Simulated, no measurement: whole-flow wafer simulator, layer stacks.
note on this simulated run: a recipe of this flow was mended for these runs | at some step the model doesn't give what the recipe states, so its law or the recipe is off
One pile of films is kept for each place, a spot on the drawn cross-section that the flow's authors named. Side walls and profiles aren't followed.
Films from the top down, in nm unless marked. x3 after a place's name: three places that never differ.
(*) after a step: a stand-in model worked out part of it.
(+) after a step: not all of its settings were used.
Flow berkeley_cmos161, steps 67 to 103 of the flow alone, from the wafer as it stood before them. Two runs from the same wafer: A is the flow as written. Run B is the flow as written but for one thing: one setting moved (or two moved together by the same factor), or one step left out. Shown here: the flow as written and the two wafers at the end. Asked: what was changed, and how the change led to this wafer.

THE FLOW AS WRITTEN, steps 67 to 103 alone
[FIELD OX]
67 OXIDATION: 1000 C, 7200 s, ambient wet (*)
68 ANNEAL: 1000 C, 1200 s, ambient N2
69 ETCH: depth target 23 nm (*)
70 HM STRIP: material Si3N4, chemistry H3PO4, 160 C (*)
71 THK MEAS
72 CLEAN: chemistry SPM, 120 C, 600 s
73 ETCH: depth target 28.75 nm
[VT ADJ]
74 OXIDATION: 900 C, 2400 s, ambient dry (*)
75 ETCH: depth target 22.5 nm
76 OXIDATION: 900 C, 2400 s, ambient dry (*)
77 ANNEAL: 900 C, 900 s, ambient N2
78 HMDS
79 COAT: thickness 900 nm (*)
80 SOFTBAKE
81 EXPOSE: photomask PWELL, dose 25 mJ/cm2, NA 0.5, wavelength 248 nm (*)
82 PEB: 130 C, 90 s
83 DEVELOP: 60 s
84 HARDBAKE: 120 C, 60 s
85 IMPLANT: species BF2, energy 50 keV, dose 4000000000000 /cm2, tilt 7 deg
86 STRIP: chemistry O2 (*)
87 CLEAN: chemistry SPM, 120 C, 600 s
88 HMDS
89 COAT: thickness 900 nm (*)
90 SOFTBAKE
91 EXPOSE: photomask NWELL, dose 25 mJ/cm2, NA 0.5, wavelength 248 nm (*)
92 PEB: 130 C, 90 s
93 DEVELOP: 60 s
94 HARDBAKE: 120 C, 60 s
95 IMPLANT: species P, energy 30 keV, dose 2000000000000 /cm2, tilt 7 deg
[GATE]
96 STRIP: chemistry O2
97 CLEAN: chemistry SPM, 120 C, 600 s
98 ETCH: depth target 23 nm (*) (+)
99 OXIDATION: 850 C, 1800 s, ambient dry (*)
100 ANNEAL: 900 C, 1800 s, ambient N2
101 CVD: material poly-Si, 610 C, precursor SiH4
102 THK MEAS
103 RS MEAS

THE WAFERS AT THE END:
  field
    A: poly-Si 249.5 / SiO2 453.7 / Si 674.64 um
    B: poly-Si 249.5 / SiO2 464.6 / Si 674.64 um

The cause: step 69, ETCH: depth target 12 nm was run, where the flow has depth target 23 nm.

How the change led to this, step by step:
  69 ETCH: depth target 23 nm (*)
      sd_n, spacer_n, gate_n, sd_p, spacer_p, gate_p, contact, m1: A SiO2 -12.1 (all of it), Si3N4 -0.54 | B SiO2 -12.1 (all of it)
      field: A SiO2 -23 | B SiO2 -12
